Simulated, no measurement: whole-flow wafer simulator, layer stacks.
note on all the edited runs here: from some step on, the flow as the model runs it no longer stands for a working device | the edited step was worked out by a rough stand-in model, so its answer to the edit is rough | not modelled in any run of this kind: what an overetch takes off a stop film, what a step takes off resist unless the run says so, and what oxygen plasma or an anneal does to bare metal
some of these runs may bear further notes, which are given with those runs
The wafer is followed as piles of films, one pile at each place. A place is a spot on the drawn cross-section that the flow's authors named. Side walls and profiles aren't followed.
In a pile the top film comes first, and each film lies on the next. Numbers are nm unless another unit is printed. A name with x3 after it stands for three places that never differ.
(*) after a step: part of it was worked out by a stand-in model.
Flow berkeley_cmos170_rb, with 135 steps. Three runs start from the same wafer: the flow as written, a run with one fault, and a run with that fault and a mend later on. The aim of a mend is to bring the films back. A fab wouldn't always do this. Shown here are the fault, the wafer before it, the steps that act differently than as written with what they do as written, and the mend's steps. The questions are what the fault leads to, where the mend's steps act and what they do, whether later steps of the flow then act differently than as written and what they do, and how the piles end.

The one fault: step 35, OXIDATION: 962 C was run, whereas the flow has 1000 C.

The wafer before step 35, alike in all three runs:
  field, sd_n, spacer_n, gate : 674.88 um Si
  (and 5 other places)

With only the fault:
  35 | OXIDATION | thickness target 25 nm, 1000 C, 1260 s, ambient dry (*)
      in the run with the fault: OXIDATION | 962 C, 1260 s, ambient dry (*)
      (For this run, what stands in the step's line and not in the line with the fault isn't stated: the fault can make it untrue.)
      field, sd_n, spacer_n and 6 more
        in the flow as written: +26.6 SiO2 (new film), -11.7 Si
        in the run with the fault: +18.7 SiO2 (new film), -8.23 Si
  Steps later in the flow that act otherwise than as written (not shown: 31 more steps that differ only slightly, by at most 2% or 0.5 nm, whichever is larger):
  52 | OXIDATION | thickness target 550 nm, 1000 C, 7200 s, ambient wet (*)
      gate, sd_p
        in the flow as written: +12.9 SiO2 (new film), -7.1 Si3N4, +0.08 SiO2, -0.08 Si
        in the run with the fault: +12.9 SiO2 (new film), -7.1 Si3N4
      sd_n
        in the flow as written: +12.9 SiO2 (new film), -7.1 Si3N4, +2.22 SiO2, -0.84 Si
        in the run with the fault: +12.9 SiO2 (new film), -7.1 Si3N4, +0.31 SiO2, -0.16 Si
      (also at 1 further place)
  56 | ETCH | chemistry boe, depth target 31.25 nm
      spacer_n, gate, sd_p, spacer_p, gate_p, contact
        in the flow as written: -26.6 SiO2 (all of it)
        in the run with the fault: -18.7 SiO2 (all of it)
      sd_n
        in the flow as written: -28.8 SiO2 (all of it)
        in the run with the fault: -19 SiO2 (all of it)
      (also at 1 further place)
  When the end is reached, the piles differ only a little from the flow's at the places that both follow, at most by 2% or 0.5 nm, whichever is larger.

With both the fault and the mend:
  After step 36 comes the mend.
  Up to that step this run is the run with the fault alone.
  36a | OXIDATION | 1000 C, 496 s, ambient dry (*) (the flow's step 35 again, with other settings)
      field, sd_n, spacer_n and 6 more
        +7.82 SiO2, -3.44 Si
  Every later step of the flow that is run acts as written, at every place that is followed, to within 2% or 0.5 nm, whichever is larger.
  By the end, the piles equal the flow's at every place that both follow.
